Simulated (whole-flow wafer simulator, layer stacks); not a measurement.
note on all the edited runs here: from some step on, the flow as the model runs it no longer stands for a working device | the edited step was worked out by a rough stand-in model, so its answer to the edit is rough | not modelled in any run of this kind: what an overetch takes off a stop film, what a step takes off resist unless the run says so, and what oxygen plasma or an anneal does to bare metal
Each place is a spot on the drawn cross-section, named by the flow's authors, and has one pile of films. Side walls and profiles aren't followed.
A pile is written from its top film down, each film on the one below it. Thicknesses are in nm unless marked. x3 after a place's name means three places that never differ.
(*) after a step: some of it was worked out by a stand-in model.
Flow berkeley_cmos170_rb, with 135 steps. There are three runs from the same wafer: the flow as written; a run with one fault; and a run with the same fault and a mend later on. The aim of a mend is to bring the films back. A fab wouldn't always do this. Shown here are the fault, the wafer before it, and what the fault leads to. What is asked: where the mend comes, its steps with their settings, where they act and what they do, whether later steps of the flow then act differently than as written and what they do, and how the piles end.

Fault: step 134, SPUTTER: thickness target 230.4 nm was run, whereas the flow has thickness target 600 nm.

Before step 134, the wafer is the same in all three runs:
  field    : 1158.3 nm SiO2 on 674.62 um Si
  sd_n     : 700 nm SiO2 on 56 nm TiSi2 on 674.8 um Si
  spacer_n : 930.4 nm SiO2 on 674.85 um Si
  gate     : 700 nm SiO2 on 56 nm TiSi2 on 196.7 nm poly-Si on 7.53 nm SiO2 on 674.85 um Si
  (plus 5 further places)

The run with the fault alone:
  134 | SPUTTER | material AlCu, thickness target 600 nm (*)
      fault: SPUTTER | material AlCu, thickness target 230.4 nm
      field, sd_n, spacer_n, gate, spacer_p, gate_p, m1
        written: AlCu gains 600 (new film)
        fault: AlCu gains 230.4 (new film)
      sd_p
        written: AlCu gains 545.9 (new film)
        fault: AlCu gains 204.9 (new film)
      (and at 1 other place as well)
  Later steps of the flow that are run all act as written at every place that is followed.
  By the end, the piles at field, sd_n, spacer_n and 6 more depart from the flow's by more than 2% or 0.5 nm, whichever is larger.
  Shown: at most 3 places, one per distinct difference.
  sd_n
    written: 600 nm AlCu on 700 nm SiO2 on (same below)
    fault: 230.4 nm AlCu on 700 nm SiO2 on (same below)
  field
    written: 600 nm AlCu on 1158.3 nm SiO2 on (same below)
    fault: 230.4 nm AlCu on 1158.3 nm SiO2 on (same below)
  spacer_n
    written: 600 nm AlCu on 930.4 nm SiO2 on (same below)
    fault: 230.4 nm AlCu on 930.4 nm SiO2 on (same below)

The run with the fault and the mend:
  The mend stands after step 134.
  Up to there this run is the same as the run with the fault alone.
  134a | ETCH | chemistry al pan, depth target 264.8 nm
      field, sd_n, spacer_n, gate, spacer_p, gate_p, m1
        AlCu loses 230.4 (all of it)
      sd_p
        AlCu loses 204.9 (all of it)
      contact
        AlCu loses 163.6 (all of it)
  134b | SPUTTER | material AlCu, thickness target 600 nm (*) (the flow's step 134, run once more)
      field, sd_n, spacer_n, gate, spacer_p, gate_p, m1
        AlCu gains 600 (new film)
      sd_p
        AlCu gains 545.9 (new film)
      contact
        AlCu gains 415.1 (new film)
  Later steps of the flow that are run all act as written at every place that is followed.
  At every place that both follow, the piles at the end match the flow's.
